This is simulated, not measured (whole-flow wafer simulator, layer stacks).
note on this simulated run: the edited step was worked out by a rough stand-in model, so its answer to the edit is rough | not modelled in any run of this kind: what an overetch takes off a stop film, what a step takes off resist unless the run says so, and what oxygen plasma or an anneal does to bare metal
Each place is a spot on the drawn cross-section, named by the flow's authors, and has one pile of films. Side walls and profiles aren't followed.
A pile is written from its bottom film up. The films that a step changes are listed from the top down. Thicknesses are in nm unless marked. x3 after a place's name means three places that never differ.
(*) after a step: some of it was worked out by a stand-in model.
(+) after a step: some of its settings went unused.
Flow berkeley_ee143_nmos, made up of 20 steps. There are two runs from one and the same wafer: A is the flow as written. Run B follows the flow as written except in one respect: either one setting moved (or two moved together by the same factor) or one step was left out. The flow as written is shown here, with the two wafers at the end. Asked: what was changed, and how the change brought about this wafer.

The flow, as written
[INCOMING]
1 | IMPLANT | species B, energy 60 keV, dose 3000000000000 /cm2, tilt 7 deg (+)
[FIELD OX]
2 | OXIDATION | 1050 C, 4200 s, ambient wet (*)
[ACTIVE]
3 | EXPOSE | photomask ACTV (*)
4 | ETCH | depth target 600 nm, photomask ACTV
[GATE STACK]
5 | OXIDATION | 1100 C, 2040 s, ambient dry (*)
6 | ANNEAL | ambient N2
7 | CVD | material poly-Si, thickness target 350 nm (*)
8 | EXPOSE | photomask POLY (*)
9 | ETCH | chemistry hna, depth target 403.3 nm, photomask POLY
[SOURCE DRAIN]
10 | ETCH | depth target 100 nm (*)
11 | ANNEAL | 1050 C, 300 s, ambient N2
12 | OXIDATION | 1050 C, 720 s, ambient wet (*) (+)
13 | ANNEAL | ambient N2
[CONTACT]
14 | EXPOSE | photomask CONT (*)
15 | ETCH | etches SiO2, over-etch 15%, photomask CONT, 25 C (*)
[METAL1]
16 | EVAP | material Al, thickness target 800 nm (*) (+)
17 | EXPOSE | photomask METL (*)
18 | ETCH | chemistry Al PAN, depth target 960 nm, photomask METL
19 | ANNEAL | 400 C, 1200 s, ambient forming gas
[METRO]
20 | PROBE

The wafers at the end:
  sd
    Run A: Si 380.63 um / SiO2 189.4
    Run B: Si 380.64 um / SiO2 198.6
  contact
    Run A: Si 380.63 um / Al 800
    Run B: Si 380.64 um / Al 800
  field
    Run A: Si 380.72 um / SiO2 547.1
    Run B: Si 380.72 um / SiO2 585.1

The reason: step 10, ETCH: depth target 58 nm was run, whereas the flow has depth target 100 nm.

Step by step, how the change led to this:
  10 | ETCH | depth target 100 nm (*)
      sd, contact: A -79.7 SiO2 (all of it) | B -58 SiO2
      field: A -100 SiO2 | B -58 SiO2
  12 | OXIDATION | 1050 C, 720 s, ambient wet (*) (+)
      sd, contact: A +189.4 SiO2 (new film), -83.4 Si | B +176.9 SiO2, -77.9 Si
      field: A +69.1 SiO2, -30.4 Si | B +65.2 SiO2, -28.7 Si
  15 | ETCH | etches SiO2, over-etch 15%, photomask CONT, 25 C (*)
      contact: A -189.4 SiO2 (all of it) | B -198.6 SiO2 (all of it)
